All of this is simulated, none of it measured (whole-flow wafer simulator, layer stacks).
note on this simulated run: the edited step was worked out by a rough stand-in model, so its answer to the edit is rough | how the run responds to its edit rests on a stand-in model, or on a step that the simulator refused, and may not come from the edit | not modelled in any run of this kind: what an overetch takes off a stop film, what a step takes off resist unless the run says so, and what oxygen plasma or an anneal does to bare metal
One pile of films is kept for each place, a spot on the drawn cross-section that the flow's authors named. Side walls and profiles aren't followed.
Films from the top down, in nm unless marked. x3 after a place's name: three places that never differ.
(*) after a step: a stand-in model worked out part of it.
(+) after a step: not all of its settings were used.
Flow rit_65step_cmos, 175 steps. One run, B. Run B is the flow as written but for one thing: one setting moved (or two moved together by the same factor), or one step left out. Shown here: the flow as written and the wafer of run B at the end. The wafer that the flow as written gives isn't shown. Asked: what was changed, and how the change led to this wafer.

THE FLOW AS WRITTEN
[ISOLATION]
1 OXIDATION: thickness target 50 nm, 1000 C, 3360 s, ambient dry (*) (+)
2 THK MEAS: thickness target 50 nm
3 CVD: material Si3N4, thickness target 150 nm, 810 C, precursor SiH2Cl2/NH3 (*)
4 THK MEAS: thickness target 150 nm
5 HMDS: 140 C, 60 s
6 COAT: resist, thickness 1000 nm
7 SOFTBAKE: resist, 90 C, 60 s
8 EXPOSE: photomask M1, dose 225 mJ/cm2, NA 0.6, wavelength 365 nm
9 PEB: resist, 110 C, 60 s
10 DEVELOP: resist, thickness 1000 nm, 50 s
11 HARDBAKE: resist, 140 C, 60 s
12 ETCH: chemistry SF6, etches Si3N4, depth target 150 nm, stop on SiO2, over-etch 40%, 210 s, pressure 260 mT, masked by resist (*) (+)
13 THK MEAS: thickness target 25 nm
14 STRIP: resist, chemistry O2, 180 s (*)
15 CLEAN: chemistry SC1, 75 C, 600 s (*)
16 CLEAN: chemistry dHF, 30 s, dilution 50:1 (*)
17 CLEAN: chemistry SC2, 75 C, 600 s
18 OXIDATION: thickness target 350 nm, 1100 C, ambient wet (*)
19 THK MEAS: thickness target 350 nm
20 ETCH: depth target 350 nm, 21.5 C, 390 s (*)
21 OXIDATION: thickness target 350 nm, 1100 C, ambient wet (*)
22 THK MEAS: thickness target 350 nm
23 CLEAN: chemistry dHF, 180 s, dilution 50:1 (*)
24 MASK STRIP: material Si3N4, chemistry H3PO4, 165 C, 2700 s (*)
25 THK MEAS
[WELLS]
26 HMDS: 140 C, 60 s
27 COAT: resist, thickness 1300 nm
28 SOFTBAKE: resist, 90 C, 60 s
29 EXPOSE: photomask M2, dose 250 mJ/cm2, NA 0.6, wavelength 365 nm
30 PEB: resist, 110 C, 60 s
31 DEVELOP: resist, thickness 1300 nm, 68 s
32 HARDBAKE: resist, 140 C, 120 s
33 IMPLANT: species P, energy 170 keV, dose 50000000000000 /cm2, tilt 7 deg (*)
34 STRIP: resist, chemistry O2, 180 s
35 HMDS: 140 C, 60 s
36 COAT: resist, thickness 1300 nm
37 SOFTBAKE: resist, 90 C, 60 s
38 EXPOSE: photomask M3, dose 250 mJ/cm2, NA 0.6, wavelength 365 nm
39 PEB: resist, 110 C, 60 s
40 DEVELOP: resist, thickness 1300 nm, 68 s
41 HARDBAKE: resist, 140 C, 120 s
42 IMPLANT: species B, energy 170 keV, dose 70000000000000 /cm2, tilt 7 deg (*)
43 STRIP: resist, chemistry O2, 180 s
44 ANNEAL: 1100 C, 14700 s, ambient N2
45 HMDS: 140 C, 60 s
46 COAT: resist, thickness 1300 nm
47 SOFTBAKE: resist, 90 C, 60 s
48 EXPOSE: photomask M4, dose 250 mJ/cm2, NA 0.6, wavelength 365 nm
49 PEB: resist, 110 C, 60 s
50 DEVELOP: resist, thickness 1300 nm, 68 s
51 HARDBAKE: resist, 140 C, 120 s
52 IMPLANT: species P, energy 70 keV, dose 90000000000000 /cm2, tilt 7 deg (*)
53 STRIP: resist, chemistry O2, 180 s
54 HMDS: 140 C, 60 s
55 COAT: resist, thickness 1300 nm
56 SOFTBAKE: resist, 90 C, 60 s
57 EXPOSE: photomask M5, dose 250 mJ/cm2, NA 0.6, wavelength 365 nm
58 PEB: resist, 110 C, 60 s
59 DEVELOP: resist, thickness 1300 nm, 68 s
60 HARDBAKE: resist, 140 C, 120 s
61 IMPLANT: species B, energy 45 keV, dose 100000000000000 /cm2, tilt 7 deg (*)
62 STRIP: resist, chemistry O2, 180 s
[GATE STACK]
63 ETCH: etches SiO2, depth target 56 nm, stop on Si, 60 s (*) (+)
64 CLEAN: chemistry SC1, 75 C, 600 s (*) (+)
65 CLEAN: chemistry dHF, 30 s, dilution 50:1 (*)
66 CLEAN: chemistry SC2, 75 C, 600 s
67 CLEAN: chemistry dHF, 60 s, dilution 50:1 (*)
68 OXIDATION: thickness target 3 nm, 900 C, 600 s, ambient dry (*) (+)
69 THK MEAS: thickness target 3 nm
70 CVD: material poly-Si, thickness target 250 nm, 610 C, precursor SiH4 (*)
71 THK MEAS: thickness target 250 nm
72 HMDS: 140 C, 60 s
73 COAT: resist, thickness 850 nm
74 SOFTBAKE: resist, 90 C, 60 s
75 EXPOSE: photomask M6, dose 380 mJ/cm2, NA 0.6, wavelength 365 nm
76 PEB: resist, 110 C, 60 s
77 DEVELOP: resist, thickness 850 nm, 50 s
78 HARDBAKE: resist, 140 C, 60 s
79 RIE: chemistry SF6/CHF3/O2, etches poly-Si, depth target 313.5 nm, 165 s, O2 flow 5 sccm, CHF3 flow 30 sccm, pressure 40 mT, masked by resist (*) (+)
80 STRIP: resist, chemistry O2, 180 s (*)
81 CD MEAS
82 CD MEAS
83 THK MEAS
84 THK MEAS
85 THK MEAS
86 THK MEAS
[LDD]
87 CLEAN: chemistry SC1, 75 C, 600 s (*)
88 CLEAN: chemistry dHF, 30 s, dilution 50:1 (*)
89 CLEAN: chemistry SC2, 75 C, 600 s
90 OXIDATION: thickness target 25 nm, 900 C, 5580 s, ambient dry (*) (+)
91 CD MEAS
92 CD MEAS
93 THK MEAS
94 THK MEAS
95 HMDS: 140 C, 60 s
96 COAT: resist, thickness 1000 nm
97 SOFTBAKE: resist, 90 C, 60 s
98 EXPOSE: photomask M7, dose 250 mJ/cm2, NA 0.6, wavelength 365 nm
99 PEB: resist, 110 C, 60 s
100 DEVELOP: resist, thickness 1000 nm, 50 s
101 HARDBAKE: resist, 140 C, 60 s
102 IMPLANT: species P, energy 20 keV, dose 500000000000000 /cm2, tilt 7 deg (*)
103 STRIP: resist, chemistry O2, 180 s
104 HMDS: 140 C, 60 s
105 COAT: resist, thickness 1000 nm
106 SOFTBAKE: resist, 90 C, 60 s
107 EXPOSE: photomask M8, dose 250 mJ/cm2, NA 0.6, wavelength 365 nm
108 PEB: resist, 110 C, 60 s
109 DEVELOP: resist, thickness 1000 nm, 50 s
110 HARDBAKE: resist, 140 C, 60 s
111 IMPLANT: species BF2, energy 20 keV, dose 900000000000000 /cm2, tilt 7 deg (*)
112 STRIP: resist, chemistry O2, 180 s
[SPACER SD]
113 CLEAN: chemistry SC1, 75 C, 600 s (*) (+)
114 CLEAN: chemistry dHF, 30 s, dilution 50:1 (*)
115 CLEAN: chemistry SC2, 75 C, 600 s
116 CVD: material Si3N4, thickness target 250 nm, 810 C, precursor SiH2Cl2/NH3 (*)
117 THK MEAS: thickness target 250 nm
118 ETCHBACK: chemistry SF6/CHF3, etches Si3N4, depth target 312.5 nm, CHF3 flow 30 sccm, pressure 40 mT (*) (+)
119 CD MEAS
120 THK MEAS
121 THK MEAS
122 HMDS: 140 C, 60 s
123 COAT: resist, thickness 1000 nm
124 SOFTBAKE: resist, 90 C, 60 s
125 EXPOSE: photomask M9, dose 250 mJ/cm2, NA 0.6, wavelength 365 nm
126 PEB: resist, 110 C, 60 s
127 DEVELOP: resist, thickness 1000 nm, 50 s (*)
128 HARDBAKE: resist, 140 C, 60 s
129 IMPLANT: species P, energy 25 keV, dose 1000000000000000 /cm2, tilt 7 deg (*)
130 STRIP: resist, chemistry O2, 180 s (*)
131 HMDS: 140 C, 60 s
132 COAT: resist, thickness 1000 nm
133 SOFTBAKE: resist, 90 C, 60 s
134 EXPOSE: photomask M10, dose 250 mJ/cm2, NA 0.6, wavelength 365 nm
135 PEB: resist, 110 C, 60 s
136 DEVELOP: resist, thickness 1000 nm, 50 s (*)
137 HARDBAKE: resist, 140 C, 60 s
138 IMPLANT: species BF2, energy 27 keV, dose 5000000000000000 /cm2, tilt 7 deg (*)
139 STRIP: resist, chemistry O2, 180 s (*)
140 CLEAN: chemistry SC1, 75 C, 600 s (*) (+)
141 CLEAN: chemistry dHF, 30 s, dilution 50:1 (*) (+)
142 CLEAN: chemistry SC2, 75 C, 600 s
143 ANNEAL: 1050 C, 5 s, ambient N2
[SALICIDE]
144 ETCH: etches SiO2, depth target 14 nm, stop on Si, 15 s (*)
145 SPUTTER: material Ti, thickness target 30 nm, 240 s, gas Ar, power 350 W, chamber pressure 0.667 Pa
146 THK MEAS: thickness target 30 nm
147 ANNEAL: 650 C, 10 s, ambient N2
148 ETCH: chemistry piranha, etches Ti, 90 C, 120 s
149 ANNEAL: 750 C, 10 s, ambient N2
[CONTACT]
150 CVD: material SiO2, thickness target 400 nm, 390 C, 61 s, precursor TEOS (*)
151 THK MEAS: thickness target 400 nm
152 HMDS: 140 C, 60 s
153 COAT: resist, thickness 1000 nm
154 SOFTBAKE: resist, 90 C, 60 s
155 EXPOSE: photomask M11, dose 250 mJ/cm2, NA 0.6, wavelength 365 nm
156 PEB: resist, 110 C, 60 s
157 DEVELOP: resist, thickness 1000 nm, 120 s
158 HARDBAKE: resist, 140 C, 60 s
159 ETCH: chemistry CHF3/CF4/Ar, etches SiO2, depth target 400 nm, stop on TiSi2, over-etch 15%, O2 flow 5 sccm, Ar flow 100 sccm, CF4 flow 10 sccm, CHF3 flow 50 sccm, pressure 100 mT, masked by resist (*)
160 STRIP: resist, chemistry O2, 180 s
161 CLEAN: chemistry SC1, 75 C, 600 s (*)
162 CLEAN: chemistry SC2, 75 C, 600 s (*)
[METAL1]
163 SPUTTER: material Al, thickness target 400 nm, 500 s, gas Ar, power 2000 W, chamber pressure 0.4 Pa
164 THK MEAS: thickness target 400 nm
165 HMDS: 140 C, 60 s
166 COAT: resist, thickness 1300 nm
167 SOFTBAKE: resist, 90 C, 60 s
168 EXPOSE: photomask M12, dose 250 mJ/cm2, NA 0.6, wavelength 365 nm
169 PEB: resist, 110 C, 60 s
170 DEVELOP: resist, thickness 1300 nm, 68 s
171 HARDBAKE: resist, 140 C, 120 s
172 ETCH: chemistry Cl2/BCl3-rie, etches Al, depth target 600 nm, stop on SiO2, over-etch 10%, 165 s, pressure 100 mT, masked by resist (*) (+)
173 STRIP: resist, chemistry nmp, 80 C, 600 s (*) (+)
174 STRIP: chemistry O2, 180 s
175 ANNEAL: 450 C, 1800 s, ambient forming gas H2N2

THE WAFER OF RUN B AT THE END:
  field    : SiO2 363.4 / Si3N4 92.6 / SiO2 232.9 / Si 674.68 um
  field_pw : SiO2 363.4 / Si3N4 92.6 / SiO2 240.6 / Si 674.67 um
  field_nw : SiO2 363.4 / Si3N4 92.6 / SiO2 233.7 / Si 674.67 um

The cause: step 118, ETCHBACK: depth target 156.2 nm was run, where the flow has depth target 312.5 nm.

How the change led to this, step by step:
  118 ETCHBACK: chemistry SF6/CHF3, etches Si3N4, depth target 312.5 nm, CHF3 flow 30 sccm, pressure 40 mT (*) (+)
      field, field_pw, field_nw, field_p: Si3N4 -156.2 (as written it would be: Si3N4 -250 (all of it), SiO2 -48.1)
      gate_n: Si3N4 -156.2 (as written it would be: Si3N4 -250 (all of it), SiO2 -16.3 (all of it), poly-Si -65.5)
      (and at 1 more place)
  123 COAT: resist, thickness 1000 nm
      field: resist +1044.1 (new film) (as written it would be: resist +1066.4 (new film))
      field_p: resist +1051.2 (new film) (as written it would be: resist +1073.5 (new film))
      (and at 4 more places)
  126 PEB: resist, 110 C, 60 s
      gate_n, gate_p: resist -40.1 (as written it would be: resist -43.1)
      field: resist -54.3 (as written it would be: resist -55.6)
      (and at 3 more places)
  127 DEVELOP: resist, thickness 1000 nm, 50 s (*)
      field: resist -989.9 (all of it) (as written it would be: resist -1010.9 (all of it))
      gate_n: resist -739.2 (all of it) (as written it would be: resist -791.9 (all of it))
      (and at 1 more place)
  128 HARDBAKE: resist, 140 C, 60 s
      field_nw: resist -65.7 (as written it would be: resist -67.1)
      field_p: resist -67.2 (as written it would be: resist -68.8)
      (and at 2 more places)
  130 STRIP: resist, chemistry O2, 180 s (*)
      gate_n: nothing (as written it would be: chemical SiO2 +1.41 (new film), poly-Si -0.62)
      gate_p: resist -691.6 (all of it) (as written it would be: chemical SiO2 +1.31 (new film), resist -741.1 (all of it), poly-Si -0.58)
      (and at 2 more places)
  132 COAT: resist, thickness 1000 nm
      field: resist +1044.1 (new film) (as written it would be: resist +1067 (new film))
      field_p: resist +1051.2 (new film) (as written it would be: resist +1074 (new film))
      (and at 4 more places)
  135 PEB: resist, 110 C, 60 s
      gate_n, gate_p: resist -40.1 (as written it would be: resist -43.1)
      spacer, spacer_p: resist -40 (as written it would be: resist -42)
      (and at 2 more places)
  136 DEVELOP: resist, thickness 1000 nm, 50 s (*)
      field_p: resist -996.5 (all of it) (as written it would be: resist -1018 (all of it))
      gate_p: resist -739.4 (all of it) (as written it would be: resist -792.8 (all of it))
      (and at 1 more place)
  137 HARDBAKE: resist, 140 C, 60 s
      field: resist -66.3 (as written it would be: resist -68.3)
      field_nw: resist -65.7 (as written it would be: resist -67.1)
      (and at 2 more places)
  139 STRIP: resist, chemistry O2, 180 s (*)
      gate_n: resist -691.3 (all of it) (as written it would be: resist -740 (all of it), chemical SiO2 +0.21, poly-Si -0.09)
      field: resist -923.5 (all of it) (as written it would be: resist -943.1 (all of it))
      (and at 1 more place)
  140 CLEAN: chemistry SC1, 75 C, 600 s (*) (+)
      field, field_pw, field_nw, field_p: Si3N4 -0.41 (as written it would be: SiO2 -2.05)
      gate_n, gate_p: Si3N4 -0.41 (as written it would be: chemical SiO2 -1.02, poly-Si -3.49)
  141 CLEAN: chemistry dHF, 30 s, dilution 50:1 (*) (+)
      field, field_p: Si3N4 -0.43 (as written it would be: SiO2 -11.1)
      field_pw, field_nw: Si3N4 -0.43 (as written it would be: SiO2 -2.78)
      (and at 2 more places)
  144 ETCH: etches SiO2, depth target 14 nm, stop on Si, 15 s (*)
      field, field_pw, field_nw, field_p: Si3N4 -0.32 (as written it would be: SiO2 -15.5)
  145 SPUTTER: material Ti, thickness target 30 nm, 240 s, gas Ar, power 350 W, chamber pressure 0.667 Pa
      gate_n: Ti +30 (new film) (as written it would be: Ti +27.3 (new film))
      gate_p: Ti +30 (new film) (as written it would be: Ti +27.2 (new film))
  147 ANNEAL: 650 C, 10 s, ambient N2
      gate_n: nothing (as written it would be: Ti -21.3, TiSi first +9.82 (new film), TiSi2 C49 +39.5 (new film), poly-Si -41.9)
      gate_p: nothing (as written it would be: Ti -21.2, TiSi first +9.56 (new film), TiSi2 C49 +39.6 (new film), poly-Si -41.9)
  ... 9 more steps ...
  170 DEVELOP: resist, thickness 1300 nm, 68 s
      field: resist -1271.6 (all of it) (as written it would be: resist -1316.6 (all of it))
      field_pw: resist -1259.5 (all of it) (as written it would be: resist -1285.5 (all of it))
      (and at 6 more places)
